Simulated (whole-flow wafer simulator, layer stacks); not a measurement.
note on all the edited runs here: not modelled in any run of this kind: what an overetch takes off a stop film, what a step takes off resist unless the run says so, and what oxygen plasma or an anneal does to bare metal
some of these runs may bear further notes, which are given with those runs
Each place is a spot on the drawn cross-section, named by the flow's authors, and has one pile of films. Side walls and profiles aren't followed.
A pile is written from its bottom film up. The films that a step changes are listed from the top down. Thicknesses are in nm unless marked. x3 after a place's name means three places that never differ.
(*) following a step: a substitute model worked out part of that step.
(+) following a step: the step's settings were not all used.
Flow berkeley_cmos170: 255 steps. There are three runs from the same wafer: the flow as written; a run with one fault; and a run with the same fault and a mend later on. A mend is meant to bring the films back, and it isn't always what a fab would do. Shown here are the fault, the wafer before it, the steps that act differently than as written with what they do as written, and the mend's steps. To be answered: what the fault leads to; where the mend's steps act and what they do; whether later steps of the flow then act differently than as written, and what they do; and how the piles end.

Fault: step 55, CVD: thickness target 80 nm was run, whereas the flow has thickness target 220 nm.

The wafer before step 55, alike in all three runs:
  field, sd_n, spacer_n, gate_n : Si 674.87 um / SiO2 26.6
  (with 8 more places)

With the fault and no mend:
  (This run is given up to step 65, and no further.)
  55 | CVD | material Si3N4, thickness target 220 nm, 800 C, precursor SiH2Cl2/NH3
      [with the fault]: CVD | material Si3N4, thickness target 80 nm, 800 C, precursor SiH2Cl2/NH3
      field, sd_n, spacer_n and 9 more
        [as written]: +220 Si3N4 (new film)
        [with the fault]: +80 Si3N4 (new film)
  Later steps of the flow acting differently than as written:
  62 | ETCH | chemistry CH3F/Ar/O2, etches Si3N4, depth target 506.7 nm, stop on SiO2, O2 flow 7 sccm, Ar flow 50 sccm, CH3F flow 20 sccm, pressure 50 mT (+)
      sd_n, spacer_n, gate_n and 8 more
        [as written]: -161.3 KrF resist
        [with the fault]: -68 KrF resist
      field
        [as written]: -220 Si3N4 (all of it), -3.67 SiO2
        [with the fault]: -80 Si3N4 (all of it), -3.67 SiO2
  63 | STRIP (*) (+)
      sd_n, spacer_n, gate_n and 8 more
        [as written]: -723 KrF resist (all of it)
        [with the fault]: -816.4 KrF resist (all of it)
  Once step 65 is done, the piles at sd_n, spacer_n, gate_n and 8 more depart from the flow's by more than 2% or 0.5 nm, whichever is larger.
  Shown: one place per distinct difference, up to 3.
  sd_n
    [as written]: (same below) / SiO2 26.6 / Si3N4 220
    [with the fault]: (same below) / SiO2 26.6 / Si3N4 80

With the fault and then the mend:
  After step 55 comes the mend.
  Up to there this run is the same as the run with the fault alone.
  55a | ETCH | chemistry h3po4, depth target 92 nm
      field, sd_n, spacer_n and 9 more
        -80 Si3N4 (all of it)
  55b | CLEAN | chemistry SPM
      leaves every film unchanged at each place that is followed
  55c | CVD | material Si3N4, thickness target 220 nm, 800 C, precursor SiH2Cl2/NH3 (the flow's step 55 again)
      field, sd_n, spacer_n and 9 more
        +220 Si3N4 (new film)
  Every later step of the flow that is run acts as written at every place that is followed.
  The piles end the same as the flow's at every place that both follow.
